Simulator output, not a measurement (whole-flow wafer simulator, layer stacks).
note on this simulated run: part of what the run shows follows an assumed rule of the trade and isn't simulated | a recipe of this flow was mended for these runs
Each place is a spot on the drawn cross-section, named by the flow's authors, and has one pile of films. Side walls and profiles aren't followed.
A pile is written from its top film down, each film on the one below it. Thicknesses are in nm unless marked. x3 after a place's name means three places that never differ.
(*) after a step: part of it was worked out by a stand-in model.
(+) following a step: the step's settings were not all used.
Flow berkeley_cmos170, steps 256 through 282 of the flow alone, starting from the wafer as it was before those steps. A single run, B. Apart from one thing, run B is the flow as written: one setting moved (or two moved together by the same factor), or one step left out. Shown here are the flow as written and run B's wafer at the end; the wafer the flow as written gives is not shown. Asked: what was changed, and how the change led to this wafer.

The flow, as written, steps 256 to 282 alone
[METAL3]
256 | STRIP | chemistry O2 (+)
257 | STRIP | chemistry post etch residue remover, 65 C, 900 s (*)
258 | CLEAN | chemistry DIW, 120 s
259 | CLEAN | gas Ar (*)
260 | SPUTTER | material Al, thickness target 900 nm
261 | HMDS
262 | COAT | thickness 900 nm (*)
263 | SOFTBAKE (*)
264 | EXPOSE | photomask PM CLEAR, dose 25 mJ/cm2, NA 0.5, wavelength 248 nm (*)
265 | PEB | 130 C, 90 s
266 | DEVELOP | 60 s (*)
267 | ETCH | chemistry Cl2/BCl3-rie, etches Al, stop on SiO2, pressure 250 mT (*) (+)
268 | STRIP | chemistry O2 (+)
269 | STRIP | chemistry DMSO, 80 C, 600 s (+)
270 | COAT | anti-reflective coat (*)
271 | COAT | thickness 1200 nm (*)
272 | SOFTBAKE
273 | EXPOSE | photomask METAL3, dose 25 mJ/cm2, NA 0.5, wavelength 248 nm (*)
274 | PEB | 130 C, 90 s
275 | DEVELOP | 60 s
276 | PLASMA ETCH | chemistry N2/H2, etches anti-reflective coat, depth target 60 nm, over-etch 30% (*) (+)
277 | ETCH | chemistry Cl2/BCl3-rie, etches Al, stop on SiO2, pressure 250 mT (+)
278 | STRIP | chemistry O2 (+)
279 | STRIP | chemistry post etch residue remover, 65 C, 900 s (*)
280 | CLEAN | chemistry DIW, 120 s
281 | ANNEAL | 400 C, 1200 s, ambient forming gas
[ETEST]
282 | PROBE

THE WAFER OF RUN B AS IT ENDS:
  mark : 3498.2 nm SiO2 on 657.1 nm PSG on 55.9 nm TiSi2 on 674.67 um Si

Cause: step 267, ETCH: chemistry Cl2/BCl3-rie, etches Al, stop on SiO2, pressure 250 mT (*) (+), was not run.

The path from the change to this, step by step:
  268 | STRIP | chemistry O2 (+)
      field, spacer_n, gate_n: KrF-resist loses 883 (all of it) (in the flow as written it would be: KrF-resist loses 349.7 (all of it))
      spacer_p, gate_p: KrF-resist loses 882.9 (all of it) (in the flow as written it would be: KrF-resist loses 349.6 (all of it))
      (also at 7 further places)
  277 | ETCH | chemistry Cl2/BCl3-rie, etches Al, stop on SiO2, pressure 250 mT (+)
      mark: Al loses 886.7 (all of it), SiO2 loses 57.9 (in the flow as written it would be: SiO2 loses 168.8)
